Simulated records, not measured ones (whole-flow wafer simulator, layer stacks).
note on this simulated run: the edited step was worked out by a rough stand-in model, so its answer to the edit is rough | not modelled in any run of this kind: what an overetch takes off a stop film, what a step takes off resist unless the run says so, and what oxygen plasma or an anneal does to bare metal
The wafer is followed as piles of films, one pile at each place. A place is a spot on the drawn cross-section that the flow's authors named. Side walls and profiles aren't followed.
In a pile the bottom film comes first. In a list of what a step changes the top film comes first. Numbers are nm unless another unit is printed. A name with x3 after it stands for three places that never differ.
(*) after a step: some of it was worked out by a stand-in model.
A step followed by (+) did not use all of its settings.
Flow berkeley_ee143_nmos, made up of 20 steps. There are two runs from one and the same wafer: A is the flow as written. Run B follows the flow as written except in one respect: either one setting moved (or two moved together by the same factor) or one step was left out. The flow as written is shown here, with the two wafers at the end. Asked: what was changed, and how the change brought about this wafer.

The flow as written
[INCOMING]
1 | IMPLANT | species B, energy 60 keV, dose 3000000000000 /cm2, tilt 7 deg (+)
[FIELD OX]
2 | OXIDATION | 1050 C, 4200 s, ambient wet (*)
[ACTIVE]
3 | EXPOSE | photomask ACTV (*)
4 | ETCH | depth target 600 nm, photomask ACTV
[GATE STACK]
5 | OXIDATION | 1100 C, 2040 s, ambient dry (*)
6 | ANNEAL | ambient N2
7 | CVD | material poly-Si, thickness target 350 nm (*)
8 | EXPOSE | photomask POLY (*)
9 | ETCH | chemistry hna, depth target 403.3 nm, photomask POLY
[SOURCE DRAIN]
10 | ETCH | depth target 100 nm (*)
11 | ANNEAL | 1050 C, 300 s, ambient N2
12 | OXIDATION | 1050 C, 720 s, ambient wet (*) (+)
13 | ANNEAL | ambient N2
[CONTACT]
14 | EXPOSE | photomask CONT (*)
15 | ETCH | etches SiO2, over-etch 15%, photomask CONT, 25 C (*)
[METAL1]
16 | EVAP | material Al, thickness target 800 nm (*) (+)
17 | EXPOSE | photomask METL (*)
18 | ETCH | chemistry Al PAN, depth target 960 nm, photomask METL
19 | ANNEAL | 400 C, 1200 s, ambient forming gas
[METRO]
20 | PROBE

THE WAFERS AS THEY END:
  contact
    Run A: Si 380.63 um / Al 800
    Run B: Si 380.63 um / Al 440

What caused this: step 16, EVAP: thickness target 440 nm was run, whereas the flow has thickness target 800 nm.
The wafer itself shows it: contact has Al 440, and step 16 as written asks for 800 nm.

How this came from the change, step by step:
  16 | EVAP | material Al, thickness target 800 nm (*) (+)
      gate, sd, contact, field: A Al gains 800 (new film) | B Al gains 440 (new film)
  18 | ETCH | chemistry Al PAN, depth target 960 nm, photomask METL
      gate, sd, field: A Al loses 800 (all of it) | B Al loses 440 (all of it)
